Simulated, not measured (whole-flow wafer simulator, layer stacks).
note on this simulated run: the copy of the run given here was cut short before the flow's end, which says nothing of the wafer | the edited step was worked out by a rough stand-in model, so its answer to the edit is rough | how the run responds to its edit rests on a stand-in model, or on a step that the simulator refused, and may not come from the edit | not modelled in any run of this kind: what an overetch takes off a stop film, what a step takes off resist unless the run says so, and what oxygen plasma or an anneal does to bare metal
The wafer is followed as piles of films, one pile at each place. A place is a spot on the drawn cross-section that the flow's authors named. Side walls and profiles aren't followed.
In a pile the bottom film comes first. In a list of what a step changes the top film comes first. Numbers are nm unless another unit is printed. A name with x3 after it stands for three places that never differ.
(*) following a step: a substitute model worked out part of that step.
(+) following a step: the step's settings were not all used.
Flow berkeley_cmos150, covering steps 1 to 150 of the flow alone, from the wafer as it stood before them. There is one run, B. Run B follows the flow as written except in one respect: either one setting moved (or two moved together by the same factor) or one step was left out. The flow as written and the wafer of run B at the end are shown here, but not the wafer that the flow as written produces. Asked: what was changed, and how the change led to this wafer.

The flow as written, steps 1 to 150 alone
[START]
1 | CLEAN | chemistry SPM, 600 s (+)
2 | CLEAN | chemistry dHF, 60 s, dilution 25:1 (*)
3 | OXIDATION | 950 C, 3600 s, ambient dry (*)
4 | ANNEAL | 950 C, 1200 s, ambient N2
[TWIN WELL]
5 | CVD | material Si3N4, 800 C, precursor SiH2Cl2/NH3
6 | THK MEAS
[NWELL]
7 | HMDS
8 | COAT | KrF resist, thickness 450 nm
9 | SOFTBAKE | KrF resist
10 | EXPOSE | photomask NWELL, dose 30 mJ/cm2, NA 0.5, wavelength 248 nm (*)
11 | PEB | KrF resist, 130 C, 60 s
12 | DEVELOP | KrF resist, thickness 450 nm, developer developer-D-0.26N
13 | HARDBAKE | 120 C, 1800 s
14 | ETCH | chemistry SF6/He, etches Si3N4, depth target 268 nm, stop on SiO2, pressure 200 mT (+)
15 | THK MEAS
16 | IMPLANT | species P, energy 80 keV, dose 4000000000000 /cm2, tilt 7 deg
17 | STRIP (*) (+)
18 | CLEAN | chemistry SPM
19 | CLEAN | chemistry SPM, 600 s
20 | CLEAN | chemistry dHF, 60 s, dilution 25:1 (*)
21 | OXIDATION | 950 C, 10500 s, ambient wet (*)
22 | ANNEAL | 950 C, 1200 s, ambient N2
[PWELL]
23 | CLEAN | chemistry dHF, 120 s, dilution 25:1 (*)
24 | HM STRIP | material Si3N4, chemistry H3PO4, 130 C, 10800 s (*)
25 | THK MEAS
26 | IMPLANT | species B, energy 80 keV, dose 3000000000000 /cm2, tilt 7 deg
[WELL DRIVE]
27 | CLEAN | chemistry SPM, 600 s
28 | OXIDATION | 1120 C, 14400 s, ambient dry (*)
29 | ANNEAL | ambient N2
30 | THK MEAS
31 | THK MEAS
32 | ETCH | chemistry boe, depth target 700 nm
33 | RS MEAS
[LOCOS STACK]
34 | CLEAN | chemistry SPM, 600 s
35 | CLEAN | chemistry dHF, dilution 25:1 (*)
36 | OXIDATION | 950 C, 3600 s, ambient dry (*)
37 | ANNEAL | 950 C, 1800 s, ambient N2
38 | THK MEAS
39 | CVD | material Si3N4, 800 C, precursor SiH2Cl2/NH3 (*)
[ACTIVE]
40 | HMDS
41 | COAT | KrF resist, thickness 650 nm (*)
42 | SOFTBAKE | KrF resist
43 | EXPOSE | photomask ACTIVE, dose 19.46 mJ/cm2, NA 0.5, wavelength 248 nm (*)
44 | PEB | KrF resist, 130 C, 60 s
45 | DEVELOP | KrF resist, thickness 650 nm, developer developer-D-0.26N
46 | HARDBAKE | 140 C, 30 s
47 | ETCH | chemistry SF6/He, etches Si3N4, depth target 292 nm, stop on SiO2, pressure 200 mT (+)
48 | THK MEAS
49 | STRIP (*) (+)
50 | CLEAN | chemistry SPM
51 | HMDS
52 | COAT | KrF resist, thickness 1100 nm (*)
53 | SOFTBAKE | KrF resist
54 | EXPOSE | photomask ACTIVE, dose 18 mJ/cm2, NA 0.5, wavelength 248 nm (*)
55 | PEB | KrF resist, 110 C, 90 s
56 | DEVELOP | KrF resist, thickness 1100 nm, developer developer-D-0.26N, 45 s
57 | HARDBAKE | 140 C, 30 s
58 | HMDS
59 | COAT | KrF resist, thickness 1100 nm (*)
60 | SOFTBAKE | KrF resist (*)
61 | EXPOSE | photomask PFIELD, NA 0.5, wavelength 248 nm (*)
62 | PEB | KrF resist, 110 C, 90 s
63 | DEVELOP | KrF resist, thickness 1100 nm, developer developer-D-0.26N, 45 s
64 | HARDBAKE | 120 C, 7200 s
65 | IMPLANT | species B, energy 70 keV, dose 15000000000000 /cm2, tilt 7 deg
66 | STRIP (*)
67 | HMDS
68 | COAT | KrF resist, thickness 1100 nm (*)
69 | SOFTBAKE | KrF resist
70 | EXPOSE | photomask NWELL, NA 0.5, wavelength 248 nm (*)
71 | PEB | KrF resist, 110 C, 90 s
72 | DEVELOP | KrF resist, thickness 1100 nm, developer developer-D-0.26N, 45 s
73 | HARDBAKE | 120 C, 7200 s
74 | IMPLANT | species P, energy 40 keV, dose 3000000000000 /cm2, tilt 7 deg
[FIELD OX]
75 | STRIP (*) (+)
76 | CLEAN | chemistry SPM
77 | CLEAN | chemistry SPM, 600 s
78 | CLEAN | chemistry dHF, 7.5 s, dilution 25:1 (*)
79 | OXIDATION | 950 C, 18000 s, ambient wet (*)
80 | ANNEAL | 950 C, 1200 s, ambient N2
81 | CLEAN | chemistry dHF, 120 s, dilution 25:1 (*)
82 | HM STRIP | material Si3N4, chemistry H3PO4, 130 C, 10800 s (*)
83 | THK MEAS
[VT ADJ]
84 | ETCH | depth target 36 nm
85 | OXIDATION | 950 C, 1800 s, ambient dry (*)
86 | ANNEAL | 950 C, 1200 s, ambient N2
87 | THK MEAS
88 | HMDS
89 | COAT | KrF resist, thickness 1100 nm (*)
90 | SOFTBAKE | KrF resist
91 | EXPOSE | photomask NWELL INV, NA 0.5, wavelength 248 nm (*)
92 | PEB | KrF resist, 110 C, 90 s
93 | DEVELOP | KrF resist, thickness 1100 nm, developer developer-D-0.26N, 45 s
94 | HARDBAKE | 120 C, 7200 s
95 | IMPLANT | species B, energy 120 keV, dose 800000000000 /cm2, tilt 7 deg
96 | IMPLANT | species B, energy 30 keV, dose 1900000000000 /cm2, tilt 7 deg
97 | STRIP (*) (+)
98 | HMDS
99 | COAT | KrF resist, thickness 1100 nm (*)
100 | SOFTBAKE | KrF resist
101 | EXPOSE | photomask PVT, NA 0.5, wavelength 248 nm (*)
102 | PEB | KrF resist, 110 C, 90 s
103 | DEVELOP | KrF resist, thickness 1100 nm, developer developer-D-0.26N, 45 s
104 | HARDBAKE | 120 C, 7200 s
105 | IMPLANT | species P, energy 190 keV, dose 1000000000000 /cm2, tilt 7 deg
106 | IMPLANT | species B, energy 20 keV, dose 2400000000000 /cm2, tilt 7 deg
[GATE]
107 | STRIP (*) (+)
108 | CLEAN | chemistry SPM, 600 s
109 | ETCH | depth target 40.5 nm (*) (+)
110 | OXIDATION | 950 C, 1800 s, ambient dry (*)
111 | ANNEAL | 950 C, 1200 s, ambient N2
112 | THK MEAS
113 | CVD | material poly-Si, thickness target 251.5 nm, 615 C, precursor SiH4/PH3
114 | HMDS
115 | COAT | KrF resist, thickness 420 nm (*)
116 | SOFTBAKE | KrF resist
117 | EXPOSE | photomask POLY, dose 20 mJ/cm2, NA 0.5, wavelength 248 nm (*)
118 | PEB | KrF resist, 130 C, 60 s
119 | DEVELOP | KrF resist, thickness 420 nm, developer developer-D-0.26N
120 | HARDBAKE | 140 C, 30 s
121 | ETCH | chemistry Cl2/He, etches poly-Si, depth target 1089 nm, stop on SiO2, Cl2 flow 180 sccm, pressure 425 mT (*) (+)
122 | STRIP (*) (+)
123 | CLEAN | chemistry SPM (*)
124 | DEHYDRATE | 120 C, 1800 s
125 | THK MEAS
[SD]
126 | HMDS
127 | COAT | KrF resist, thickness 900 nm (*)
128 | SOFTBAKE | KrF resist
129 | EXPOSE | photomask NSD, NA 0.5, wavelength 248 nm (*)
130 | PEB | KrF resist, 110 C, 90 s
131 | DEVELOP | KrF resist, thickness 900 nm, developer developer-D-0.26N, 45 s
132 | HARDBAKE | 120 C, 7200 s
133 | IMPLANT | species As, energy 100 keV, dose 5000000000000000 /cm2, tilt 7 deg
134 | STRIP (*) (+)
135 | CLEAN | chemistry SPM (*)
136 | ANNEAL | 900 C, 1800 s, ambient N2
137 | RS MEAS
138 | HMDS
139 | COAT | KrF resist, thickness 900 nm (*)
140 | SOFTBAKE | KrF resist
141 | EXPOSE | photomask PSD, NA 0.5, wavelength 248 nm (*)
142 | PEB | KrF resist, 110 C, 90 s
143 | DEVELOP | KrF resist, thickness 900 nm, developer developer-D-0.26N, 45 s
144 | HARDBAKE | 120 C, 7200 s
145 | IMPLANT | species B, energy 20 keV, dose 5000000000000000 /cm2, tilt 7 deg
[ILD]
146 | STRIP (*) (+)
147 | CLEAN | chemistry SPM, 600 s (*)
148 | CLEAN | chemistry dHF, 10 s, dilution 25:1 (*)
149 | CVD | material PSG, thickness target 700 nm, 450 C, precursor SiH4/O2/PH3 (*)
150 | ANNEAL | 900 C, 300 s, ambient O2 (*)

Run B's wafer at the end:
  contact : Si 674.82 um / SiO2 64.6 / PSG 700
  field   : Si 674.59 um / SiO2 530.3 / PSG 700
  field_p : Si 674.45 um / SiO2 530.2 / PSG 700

What caused this: step 110, OXIDATION: 1092 C was run, whereas the flow has 950 C.

The path from the change to this, step by step:
  110 | OXIDATION | 950 C, 1800 s, ambient dry (*)
      sd_n, gate_n, sd_p, gate_p, contact, m1: +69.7 SiO2 (new film), -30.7 Si (in the flow as written it would be: +20.4 SiO2 (new film), -8.98 Si)
      field, field_p: +10.2 SiO2, -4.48 Si (in the flow as written it would be: +2.49 SiO2, -1.09 Si)
  115 | COAT | KrF resist, thickness 420 nm (*)
      sd_n: +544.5 KrF resist (new film) (in the flow as written it would be: +563.4 KrF resist (new film))
      sd_p: +548.3 KrF resist (new film) (in the flow as written it would be: +559.7 KrF resist (new film))
  119 | DEVELOP | KrF resist, thickness 420 nm, developer developer-D-0.26N
      sd_n: -543.7 KrF resist (all of it) (in the flow as written it would be: -562.5 KrF resist (all of it))
      sd_p: -547.5 KrF resist (all of it) (in the flow as written it would be: -558.9 KrF resist (all of it))
  122 | STRIP (*) (+)
      gate_n: +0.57 chemical SiO2 (new film), -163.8 KrF resist (all of it), -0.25 poly-Si (in the flow as written it would be: +0.57 chemical SiO2 (new film), -169.8 KrF resist (all of it), -0.25 poly-Si)
      gate_p: +0.57 chemical SiO2 (new film), -200 KrF resist (all of it), -0.25 poly-Si (in the flow as written it would be: +0.57 chemical SiO2 (new film), -206.4 KrF resist (all of it), -0.25 poly-Si)
  127 | COAT | KrF resist, thickness 900 nm (*)
      sd_n: +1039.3 KrF resist (new film) (in the flow as written it would be: +1061.7 KrF resist (new film))
  131 | DEVELOP | KrF resist, thickness 900 nm, developer developer-D-0.26N, 45 s
      sd_n: -1032.1 KrF resist (all of it) (in the flow as written it would be: -1054.3 KrF resist (all of it))
  139 | COAT | KrF resist, thickness 900 nm (*)
      sd_n: +1039.3 KrF resist (new film) (in the flow as written it would be: +1061.7 KrF resist (new film))
  146 | STRIP (*) (+)
      sd_n: -1002.3 KrF resist (all of it) (in the flow as written it would be: -1024.1 KrF resist (all of it))
